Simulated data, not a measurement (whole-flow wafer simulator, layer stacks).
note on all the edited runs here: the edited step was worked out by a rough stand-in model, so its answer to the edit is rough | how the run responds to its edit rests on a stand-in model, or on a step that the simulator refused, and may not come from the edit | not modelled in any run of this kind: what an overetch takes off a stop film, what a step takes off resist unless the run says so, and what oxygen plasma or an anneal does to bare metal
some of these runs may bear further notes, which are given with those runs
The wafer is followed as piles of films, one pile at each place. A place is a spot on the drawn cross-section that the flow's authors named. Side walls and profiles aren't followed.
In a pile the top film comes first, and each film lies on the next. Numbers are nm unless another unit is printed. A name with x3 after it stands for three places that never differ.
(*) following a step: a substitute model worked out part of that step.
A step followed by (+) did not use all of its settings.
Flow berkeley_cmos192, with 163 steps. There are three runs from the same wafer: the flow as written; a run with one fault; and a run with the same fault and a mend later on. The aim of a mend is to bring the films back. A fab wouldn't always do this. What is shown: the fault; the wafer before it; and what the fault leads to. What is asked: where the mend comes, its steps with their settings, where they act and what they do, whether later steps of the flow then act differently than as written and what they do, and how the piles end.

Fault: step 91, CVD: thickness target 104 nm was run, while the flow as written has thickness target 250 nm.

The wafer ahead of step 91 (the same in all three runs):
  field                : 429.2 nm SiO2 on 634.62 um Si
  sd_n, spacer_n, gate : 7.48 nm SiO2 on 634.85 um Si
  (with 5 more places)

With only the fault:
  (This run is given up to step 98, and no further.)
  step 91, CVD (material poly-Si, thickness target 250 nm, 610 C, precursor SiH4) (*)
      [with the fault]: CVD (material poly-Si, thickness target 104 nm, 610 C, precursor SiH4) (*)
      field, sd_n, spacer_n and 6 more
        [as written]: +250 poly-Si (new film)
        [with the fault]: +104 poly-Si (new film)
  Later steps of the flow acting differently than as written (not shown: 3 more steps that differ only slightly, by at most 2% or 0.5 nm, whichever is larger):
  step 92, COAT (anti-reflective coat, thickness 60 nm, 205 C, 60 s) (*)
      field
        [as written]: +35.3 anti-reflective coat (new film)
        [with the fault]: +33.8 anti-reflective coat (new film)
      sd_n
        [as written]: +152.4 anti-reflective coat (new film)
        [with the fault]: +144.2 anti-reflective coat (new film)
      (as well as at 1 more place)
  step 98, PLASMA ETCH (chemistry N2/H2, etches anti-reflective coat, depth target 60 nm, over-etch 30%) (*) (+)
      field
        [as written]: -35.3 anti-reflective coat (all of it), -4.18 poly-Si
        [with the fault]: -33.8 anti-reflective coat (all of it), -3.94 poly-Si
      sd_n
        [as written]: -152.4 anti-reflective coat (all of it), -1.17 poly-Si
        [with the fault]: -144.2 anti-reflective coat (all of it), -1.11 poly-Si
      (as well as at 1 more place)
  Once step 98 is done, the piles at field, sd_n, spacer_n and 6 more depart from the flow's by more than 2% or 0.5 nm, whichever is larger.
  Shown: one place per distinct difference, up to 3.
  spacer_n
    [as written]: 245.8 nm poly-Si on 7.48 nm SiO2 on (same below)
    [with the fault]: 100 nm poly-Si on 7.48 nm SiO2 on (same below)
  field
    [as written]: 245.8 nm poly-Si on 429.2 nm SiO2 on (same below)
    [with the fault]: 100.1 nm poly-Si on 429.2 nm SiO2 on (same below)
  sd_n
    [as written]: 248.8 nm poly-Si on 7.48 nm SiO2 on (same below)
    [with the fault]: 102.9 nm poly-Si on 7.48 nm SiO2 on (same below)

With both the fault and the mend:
  The mend stands after step 91.
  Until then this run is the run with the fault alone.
  step 91a, ETCH (chemistry tmah, depth target 119.6 nm)
      field, sd_n, spacer_n and 6 more
        -104 poly-Si (all of it)
  step 91b, CLEAN (chemistry SPM) (*) (the flow's step 87 again)
      does not change any film at any place that is followed
  step 91c, CVD (material poly-Si, thickness target 250 nm, 610 C, precursor SiH4) (*) (the flow's step 91 again)
      field, sd_n, spacer_n and 6 more
        +250 poly-Si (new film)
  Later steps of the flow that are run all act as written at every place that is followed, up to a difference of at most 2% or 0.5 nm, whichever is larger.
  The piles end the same as the flow's at every place that both follow.
